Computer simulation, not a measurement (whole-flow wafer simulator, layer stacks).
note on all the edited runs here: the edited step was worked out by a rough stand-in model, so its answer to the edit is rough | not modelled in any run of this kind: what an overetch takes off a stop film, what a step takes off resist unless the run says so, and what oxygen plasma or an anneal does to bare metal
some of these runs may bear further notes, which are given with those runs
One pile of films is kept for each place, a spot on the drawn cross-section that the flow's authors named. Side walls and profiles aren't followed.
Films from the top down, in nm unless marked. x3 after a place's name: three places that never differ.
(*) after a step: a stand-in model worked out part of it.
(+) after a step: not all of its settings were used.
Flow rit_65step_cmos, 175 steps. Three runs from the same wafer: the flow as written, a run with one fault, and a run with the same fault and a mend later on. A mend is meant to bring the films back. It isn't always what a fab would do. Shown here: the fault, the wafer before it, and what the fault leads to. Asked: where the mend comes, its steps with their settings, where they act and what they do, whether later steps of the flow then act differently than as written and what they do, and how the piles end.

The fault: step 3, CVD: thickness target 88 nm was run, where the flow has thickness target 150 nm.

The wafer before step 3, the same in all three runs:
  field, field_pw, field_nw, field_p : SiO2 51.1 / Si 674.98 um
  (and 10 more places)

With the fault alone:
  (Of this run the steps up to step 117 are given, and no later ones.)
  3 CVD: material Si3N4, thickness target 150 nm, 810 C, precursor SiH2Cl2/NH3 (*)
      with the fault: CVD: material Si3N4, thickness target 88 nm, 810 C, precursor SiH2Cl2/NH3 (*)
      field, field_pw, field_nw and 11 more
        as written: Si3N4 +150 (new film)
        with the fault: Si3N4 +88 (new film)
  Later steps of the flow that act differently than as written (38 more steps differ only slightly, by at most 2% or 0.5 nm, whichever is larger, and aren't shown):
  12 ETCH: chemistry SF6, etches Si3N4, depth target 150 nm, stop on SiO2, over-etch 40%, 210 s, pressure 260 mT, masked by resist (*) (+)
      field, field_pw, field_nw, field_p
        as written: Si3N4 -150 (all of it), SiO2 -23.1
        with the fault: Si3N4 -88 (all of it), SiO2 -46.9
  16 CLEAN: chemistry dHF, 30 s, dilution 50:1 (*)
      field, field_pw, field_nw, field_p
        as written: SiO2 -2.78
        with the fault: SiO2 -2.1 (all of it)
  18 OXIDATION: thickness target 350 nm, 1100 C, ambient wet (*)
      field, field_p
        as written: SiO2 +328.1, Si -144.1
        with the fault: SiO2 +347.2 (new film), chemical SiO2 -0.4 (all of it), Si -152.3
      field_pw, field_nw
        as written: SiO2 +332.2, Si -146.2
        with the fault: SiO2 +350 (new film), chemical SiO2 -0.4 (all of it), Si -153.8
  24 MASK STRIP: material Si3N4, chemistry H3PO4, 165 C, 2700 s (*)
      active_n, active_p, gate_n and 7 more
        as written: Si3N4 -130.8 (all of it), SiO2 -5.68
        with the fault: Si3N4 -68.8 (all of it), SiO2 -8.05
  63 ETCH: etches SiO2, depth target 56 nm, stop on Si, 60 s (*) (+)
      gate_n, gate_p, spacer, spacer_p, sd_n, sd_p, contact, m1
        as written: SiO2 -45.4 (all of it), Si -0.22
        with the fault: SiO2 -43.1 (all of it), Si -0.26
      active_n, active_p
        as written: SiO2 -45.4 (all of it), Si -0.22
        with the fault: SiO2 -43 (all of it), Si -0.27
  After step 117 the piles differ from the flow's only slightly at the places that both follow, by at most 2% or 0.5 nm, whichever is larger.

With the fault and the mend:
  The mend comes after step 4.
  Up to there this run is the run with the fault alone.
  4a CVD: material Si3N4, thickness target 62 nm, 810 C, precursor SiH2Cl2/NH3 (*) (the flow's step 3 once more, with other settings)
      field, field_pw, field_nw and 11 more
        Si3N4 +62
  No later step of the flow acts differently than as written at any place that is followed.
  At the end the piles are the same as the flow's at every place that both follow.
